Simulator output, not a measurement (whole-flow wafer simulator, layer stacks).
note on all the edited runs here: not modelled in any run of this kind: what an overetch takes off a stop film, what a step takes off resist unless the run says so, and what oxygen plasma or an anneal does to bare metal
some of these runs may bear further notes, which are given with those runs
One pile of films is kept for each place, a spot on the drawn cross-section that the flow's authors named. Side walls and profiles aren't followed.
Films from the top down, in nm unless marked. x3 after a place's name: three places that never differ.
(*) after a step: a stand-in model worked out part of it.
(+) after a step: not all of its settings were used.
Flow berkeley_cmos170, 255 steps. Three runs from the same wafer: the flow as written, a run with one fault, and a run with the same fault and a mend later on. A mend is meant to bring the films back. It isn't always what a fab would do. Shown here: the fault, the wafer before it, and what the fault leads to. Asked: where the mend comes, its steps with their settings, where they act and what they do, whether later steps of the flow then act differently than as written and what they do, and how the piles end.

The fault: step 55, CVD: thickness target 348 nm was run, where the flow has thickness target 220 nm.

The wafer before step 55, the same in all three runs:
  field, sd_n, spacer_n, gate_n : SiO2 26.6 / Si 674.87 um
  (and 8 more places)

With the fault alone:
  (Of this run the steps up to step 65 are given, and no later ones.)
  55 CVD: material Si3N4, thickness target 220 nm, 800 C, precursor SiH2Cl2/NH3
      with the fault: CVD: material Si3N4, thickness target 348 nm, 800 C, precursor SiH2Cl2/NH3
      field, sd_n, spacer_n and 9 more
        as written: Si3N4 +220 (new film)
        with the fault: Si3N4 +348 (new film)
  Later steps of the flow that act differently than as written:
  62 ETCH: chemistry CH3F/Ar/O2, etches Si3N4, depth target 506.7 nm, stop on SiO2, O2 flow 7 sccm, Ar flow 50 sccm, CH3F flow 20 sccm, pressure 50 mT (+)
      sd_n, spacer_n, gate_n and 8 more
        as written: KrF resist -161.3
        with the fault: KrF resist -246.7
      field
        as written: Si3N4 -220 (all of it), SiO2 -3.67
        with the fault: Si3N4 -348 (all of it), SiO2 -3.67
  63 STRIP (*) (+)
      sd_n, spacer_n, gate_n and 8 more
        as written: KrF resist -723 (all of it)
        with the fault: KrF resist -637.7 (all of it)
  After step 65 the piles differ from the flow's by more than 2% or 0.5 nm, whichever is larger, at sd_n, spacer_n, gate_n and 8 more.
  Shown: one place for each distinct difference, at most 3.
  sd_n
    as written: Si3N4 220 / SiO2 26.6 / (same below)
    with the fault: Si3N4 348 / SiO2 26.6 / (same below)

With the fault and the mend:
  The mend comes after step 55.
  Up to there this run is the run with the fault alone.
  55a ETCH: chemistry h3po4, depth target 400.2 nm
      field, sd_n, spacer_n and 9 more
        Si3N4 -348 (all of it)
  55b CLEAN: chemistry SPM
      changes no film at any place that is followed
  55c CVD: material Si3N4, thickness target 220 nm, 800 C, precursor SiH2Cl2/NH3 (the flow's step 55 once more)
      field, sd_n, spacer_n and 9 more
        Si3N4 +220 (new film)
  No later step of the flow acts differently than as written at any place that is followed.
  At the end the piles are the same as the flow's at every place that both follow.
